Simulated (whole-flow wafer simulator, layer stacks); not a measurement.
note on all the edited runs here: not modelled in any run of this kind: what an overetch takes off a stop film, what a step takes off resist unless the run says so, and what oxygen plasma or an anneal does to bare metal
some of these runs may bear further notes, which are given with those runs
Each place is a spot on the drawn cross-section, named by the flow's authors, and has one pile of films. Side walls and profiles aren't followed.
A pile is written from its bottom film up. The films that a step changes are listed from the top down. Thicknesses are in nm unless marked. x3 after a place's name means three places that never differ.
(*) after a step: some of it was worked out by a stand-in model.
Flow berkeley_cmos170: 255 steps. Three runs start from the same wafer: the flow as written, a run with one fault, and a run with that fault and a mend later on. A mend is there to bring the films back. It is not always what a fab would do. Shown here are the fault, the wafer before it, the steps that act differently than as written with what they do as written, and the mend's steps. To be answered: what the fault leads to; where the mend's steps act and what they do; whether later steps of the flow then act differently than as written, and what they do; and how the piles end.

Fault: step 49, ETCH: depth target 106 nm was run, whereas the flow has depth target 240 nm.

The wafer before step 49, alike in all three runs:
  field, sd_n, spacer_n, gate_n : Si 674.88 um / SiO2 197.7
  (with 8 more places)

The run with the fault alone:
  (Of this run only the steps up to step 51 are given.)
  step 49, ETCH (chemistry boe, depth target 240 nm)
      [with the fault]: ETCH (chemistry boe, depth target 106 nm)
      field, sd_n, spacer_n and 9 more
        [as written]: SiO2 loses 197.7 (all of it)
        [with the fault]: SiO2 loses 106
  Steps later in the flow that act otherwise than as written:
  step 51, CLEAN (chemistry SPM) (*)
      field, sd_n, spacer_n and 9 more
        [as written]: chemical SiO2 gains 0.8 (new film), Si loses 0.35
        [with the fault]: nothing
  Once step 51 is done, the piles at field, sd_n, spacer_n and 9 more depart from the flow's by more than 2% or 0.5 nm, whichever is larger.
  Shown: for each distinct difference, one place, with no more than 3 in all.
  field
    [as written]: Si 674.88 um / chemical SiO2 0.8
    [with the fault]: Si 674.88 um / SiO2 91.7

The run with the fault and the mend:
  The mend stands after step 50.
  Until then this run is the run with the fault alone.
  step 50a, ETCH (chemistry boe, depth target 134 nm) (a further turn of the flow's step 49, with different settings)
      field, sd_n, spacer_n and 9 more
        SiO2 loses 91.7 (all of it)
  None of the later steps of the flow acts differently than as written at any place that is followed.
  The piles end the same as the flow's at every place that both follow.
